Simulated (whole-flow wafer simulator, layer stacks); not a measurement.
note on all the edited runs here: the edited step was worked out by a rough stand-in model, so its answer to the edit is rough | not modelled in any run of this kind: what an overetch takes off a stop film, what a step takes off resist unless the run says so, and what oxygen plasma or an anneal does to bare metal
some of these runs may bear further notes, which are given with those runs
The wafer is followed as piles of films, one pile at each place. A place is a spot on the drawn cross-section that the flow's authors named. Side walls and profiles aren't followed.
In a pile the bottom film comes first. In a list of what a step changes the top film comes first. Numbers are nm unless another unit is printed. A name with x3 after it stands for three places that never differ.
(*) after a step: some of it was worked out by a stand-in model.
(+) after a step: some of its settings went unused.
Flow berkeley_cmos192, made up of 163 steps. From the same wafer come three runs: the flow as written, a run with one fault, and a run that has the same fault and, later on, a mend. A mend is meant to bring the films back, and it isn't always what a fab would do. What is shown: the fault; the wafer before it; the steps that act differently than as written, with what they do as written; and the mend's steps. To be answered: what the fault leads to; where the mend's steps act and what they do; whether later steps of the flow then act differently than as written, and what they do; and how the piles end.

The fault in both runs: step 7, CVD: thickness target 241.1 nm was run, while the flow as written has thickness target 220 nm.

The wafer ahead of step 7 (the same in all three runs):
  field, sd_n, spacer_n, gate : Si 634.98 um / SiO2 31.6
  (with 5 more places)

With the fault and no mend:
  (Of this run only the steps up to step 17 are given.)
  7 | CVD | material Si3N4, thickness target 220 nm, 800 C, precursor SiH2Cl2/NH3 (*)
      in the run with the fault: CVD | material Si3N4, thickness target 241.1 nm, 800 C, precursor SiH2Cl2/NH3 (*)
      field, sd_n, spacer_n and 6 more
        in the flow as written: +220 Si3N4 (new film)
        in the run with the fault: +241.1 Si3N4 (new film)
  Later steps of the flow acting differently than as written (1 other step is not shown; it differs only slightly, by no more than 2% or 0.5 nm, whichever is larger):
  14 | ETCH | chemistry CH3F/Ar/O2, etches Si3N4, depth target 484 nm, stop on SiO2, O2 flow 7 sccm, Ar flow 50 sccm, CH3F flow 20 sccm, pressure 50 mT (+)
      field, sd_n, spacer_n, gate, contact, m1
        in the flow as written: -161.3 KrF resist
        in the run with the fault: -175.4 KrF resist
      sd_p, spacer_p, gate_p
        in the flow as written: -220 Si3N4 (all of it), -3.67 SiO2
        in the run with the fault: -241.1 Si3N4 (all of it), -3.67 SiO2
  The piles after step 17 differ from the flow's at field, sd_n, spacer_n, gate, contact, m1 by more than 2% or 0.5 nm, whichever is larger.
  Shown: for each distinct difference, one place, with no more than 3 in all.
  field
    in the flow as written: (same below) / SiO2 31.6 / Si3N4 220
    in the run with the fault: (same below) / SiO2 31.6 / Si3N4 241.1

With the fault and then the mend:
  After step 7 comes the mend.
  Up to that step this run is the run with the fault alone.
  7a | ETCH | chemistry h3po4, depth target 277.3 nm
      field, sd_n, spacer_n and 6 more
        -241.1 Si3N4 (all of it)
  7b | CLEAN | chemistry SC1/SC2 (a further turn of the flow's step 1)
      leaves every film unchanged at each place that is followed
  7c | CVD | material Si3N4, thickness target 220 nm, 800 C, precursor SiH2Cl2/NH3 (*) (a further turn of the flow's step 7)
      field, sd_n, spacer_n and 6 more
        +220 Si3N4 (new film)
  None of the later steps of the flow acts differently than as written at any place that is followed.
  At every place that both follow, the piles at the end match the flow's.
